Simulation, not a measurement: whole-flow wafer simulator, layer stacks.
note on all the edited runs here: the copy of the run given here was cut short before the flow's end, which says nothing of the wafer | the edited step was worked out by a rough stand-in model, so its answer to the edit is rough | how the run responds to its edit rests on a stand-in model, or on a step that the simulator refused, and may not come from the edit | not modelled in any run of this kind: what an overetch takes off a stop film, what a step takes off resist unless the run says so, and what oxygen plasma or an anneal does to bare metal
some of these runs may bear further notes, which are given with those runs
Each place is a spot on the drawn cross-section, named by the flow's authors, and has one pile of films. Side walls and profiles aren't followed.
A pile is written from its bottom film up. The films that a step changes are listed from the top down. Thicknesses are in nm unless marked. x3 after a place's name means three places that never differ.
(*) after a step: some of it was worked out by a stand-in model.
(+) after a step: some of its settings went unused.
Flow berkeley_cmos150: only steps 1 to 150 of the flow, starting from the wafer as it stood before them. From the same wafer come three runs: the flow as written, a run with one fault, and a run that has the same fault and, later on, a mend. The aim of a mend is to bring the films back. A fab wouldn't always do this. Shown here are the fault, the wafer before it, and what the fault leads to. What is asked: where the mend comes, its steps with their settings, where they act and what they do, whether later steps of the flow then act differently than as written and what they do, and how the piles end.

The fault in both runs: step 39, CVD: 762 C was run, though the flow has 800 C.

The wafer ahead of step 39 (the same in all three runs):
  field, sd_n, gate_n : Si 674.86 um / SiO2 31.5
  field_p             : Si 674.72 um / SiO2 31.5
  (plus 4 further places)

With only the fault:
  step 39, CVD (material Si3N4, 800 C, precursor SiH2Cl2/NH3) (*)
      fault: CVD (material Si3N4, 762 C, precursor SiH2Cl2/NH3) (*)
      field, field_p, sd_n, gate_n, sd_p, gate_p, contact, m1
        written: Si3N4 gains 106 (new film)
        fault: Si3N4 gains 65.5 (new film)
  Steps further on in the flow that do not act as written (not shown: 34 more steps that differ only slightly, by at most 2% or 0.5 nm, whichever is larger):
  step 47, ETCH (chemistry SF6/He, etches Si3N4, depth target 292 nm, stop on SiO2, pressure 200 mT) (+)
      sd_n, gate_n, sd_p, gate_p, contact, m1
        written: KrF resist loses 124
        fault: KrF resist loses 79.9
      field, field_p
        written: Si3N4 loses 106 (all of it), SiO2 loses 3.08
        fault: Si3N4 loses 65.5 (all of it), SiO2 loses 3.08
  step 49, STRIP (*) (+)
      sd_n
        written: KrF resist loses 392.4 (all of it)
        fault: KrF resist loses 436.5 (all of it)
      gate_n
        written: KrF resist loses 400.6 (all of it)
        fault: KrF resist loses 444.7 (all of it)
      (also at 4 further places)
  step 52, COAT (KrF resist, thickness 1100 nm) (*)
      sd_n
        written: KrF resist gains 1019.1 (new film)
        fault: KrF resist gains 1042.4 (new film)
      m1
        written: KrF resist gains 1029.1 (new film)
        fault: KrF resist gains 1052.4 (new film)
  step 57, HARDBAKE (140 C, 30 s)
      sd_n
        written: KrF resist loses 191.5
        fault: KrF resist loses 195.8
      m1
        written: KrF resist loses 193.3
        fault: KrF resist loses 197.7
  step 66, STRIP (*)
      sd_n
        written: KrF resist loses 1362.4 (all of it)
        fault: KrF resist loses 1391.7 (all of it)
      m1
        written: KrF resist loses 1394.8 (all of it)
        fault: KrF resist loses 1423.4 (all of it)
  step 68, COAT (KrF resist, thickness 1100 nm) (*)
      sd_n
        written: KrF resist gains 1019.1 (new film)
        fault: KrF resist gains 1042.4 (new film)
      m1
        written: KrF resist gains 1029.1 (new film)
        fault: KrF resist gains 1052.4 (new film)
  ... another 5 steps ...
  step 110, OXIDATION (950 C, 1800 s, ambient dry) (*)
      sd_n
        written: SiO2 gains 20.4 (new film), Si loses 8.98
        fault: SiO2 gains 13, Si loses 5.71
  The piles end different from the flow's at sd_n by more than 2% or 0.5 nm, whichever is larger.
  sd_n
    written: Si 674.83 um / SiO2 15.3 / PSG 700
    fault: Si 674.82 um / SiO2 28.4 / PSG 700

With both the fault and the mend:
  The mend follows step 39.
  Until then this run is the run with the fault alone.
  step 39a, CVD (material Si3N4, 800 C, precursor SiH2Cl2/NH3) (*) (a further turn of the flow's step 39; the settings that differ are not printed)
      field, field_p, sd_n, gate_n, sd_p, gate_p, contact, m1
        Si3N4 gains 40.6
  None of the later steps of the flow acts differently than as written at any place that is followed.
  The piles end the same as the flow's at every place that both follow.
